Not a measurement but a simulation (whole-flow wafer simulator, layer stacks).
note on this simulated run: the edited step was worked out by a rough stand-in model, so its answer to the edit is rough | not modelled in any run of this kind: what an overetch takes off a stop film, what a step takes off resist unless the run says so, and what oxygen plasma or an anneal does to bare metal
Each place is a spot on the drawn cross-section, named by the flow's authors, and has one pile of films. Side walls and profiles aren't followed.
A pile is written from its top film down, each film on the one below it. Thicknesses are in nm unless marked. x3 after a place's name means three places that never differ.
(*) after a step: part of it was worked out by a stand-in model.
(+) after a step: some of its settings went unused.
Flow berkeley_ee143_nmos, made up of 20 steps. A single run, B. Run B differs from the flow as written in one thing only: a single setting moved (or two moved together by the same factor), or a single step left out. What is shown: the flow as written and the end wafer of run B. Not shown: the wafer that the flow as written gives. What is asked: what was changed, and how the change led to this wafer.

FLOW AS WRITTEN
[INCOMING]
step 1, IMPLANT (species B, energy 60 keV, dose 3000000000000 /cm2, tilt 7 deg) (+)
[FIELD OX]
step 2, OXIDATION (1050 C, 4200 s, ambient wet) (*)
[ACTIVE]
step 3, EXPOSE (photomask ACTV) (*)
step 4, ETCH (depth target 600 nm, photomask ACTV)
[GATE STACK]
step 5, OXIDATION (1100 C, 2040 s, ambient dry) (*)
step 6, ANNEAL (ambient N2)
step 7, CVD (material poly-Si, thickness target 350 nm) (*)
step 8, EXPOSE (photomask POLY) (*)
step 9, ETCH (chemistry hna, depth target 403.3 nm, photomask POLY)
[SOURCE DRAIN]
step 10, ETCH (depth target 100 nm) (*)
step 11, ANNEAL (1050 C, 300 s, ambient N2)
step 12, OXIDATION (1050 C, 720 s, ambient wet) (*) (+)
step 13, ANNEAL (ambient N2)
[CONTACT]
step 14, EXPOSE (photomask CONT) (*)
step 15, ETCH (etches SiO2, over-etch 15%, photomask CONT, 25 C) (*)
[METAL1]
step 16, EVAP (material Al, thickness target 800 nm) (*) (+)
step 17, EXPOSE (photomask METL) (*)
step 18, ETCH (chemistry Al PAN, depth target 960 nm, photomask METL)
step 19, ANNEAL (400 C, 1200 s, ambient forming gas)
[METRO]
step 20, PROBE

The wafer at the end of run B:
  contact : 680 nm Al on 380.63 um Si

Cause: step 16, EVAP: thickness target 680 nm was run, whereas the flow has thickness target 800 nm.
The wafer itself shows it: contact has Al 680, and step 16 as written asks for 800 nm.

How this came from the change, step by step:
  step 16, EVAP (material Al, thickness target 800 nm) (*) (+)
      gate, sd, contact, field: Al gains 680 (new film) (it would be, as written: Al gains 800 (new film))
  step 18, ETCH (chemistry Al PAN, depth target 960 nm, photomask METL)
      gate, sd, field: Al loses 680 (all of it) (it would be, as written: Al loses 800 (all of it))
